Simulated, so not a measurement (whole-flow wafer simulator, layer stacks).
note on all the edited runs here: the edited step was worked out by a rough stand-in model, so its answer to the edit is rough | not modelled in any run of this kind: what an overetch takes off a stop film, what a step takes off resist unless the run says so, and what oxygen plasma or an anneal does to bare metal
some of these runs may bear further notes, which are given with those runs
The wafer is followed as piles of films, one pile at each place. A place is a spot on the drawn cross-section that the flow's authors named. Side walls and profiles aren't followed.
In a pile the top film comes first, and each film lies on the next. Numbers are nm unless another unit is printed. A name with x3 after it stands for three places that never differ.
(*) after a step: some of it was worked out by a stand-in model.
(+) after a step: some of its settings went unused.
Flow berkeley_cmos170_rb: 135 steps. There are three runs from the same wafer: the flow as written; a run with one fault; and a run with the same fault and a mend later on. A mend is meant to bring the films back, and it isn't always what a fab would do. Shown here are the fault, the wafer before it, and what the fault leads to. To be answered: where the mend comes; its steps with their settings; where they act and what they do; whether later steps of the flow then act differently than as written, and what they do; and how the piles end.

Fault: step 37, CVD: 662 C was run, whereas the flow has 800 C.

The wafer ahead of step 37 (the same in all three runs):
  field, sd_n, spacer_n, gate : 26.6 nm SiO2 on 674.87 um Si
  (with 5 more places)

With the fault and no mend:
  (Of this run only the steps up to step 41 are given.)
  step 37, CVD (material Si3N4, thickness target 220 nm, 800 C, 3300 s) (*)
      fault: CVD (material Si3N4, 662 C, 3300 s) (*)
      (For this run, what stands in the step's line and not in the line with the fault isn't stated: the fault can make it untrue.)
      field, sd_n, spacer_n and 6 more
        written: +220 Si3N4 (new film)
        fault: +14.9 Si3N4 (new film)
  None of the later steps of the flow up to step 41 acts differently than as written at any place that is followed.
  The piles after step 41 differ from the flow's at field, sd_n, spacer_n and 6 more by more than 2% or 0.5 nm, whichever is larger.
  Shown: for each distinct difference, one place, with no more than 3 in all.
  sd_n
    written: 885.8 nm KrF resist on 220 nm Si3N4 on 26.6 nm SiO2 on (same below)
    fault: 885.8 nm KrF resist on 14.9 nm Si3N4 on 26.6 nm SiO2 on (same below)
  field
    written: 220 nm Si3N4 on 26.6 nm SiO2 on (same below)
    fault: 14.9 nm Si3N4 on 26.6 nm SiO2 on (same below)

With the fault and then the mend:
  The mend stands after step 41.
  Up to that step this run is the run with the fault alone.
  step 41a, STRIP (*) (+)
      sd_n, spacer_n, gate, sd_p, spacer_p, gate_p, contact, m1
        -885.8 KrF resist (all of it)
  step 41b, CLEAN (*)
      alters no film at any place that is followed
  step 41c, CVD (material Si3N4, thickness target 205.1 nm, 800 C, 3077 s) (*) (a further turn of the flow's step 37, with different settings)
      field, sd_n, spacer_n and 6 more
        +205.1 Si3N4
  step 41d, COAT (KrF resist, thickness 900 nm) (a further turn of the flow's step 38)
      field, sd_n, spacer_n and 6 more
        +900 KrF resist (new film)
  step 41e, EXPOSE (photomask ACTIVE) (a further turn of the flow's step 39)
      alters no film at any place that is followed
  step 41f, PEB (130 C, 60 s) (*) (a further turn of the flow's step 40)
      alters no film at any place that is followed
  step 41g, DEVELOP (developer developer-D-0.26N, 45 s) (a further turn of the flow's step 41)
      sd_n, spacer_n, gate, sd_p, spacer_p, gate_p, contact, m1
        -14.2 KrF resist
      field
        -900 KrF resist (all of it)
  None of the later steps of the flow acts differently than as written at any place that is followed.
  By the end, the piles equal the flow's at every place that both follow.
